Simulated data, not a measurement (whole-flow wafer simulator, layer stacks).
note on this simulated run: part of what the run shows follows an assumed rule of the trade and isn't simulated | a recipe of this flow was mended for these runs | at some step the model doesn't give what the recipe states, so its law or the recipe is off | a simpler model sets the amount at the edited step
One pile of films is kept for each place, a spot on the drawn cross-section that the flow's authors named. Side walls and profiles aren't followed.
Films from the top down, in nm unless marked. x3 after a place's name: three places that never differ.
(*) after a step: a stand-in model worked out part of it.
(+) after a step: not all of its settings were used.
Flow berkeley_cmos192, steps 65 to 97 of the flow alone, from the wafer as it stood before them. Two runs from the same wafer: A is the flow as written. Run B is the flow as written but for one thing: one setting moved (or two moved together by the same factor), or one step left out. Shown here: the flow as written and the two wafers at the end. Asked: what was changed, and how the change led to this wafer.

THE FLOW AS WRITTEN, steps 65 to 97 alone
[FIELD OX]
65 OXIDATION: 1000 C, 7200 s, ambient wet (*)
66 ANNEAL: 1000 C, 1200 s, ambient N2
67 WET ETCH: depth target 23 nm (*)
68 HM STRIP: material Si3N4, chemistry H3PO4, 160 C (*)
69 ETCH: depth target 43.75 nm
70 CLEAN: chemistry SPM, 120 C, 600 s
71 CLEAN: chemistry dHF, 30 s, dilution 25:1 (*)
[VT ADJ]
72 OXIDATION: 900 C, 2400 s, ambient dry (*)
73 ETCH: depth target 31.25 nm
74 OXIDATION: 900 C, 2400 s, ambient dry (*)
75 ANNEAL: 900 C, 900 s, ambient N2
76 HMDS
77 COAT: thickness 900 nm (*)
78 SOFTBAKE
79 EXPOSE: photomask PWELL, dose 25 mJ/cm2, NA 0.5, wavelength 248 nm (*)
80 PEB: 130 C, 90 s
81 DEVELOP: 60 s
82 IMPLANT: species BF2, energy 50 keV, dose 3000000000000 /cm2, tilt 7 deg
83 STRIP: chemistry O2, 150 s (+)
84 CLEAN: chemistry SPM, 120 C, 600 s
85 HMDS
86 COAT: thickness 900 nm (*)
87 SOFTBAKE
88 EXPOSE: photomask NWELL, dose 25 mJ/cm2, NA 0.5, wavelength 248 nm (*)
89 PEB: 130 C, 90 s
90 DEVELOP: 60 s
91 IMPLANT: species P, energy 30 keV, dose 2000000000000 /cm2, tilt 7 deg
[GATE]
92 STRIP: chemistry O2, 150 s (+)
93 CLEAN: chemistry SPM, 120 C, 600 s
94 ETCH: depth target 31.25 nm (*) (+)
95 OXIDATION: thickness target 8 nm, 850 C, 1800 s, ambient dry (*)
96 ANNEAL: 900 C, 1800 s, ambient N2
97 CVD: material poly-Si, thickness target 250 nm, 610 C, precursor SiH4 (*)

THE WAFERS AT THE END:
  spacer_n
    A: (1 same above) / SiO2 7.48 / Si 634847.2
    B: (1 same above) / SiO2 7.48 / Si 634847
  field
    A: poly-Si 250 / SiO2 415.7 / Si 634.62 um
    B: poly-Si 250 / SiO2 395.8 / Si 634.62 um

The cause: step 68, HM STRIP: 171 C was run, where the flow has 160 C.

How the change led to this, step by step:
  68 HM STRIP: material Si3N4, chemistry H3PO4, 160 C (*)
      spacer_n, spacer_p, gate_p, contact, m1: A Si3N4 -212 (all of it), SiO2 -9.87 | B chemical SiO2 +0.5 (new film), Si3N4 -212 (all of it), SiO2 -26.6 (all of it), Si -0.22
      sd_n, gate, sd_p: A Si3N4 -212 (all of it), SiO2 -9.87 | B Si3N4 -212 (all of it), SiO2 -26.3
      (and at 1 more place)
  69 ETCH: depth target 43.75 nm
      spacer_n, spacer_p, gate_p, contact, m1: A SiO2 -16.7 (all of it) | B chemical SiO2 -0.5 (all of it)
      sd_n, sd_p: A SiO2 -16.8 (all of it) | B SiO2 -0.33 (all of it)
      (and at 1 more place)
